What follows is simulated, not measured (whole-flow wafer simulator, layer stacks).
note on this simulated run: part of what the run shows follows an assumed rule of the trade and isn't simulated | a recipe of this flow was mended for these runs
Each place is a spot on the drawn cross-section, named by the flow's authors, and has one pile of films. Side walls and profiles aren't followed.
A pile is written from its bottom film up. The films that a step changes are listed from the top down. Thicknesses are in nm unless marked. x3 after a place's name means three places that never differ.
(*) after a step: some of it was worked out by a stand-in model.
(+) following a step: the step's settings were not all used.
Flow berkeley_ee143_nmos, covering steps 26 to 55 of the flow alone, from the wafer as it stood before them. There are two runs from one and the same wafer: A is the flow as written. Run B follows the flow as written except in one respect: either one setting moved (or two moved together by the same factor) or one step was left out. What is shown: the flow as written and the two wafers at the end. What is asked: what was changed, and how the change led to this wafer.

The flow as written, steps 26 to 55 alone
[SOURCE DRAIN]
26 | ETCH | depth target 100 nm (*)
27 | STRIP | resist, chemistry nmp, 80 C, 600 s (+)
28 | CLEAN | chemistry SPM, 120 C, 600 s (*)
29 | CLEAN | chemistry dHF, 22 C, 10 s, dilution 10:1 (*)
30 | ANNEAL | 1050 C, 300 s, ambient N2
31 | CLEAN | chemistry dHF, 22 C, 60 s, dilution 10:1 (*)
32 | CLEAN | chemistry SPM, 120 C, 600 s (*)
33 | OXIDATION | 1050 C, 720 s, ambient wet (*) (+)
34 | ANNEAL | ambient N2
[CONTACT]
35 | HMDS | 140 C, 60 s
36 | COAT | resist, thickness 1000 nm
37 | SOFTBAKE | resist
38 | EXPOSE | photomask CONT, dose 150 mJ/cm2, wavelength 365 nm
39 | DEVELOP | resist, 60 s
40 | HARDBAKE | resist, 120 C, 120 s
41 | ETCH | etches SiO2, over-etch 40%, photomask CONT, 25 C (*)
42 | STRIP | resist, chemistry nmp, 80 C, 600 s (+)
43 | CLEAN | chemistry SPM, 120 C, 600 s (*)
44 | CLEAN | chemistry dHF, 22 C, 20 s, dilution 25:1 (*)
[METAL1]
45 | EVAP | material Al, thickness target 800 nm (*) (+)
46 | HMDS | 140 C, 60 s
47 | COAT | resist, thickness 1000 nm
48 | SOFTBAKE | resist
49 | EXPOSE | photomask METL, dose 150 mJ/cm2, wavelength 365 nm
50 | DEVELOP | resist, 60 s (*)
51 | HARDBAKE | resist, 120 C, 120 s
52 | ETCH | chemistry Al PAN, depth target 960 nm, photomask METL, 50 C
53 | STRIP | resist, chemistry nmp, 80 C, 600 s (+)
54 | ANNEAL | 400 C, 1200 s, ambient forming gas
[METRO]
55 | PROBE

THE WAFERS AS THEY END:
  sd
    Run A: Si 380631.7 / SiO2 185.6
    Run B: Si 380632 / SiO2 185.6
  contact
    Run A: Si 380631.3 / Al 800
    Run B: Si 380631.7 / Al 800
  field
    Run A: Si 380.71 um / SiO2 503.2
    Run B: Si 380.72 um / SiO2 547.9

The reason: step 26, ETCH: depth target 50 nm was run, though the flow has depth target 100 nm.

Step by step, how the change led to this:
  26 | ETCH | depth target 100 nm (*)
      sd, contact: A SiO2 loses 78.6 (all of it) | B SiO2 loses 50
      field: A SiO2 loses 100 | B SiO2 loses 50
  28 | CLEAN | chemistry SPM, 120 C, 600 s (*)
      sd, contact: A chemical SiO2 gains 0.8 (new film), Si loses 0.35 | B nothing
  29 | CLEAN | chemistry dHF, 22 C, 10 s, dilution 10:1 (*)
      sd, contact: A chemical SiO2 loses 0.8 (all of it) | B SiO2 loses 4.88
  31 | CLEAN | chemistry dHF, 22 C, 60 s, dilution 10:1 (*)
      sd, contact: A nothing | B SiO2 loses 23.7 (all of it)
  33 | OXIDATION | 1050 C, 720 s, ambient wet (*) (+)
      field: A SiO2 gains 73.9, Si loses 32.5 | B SiO2 gains 68.6, Si loses 30.2
  36 | COAT | resist, thickness 1000 nm
      field: A resist gains 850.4 (new film) | B resist gains 820 (new film)
  40 | HARDBAKE | resist, 120 C, 120 s
      field: A resist loses 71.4 | B resist loses 68.7
  42 | STRIP | resist, chemistry nmp, 80 C, 600 s (+)
      field: A resist loses 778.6 (all of it) | B resist loses 750.9 (all of it)
  47 | COAT | resist, thickness 1000 nm
      field: A resist gains 854.5 (new film) | B resist gains 825.8 (new film)
  50 | DEVELOP | resist, 60 s (*)
      field: A resist loses 854.5 (all of it), Al loses 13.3 | B resist loses 825.8 (all of it), Al loses 13.3
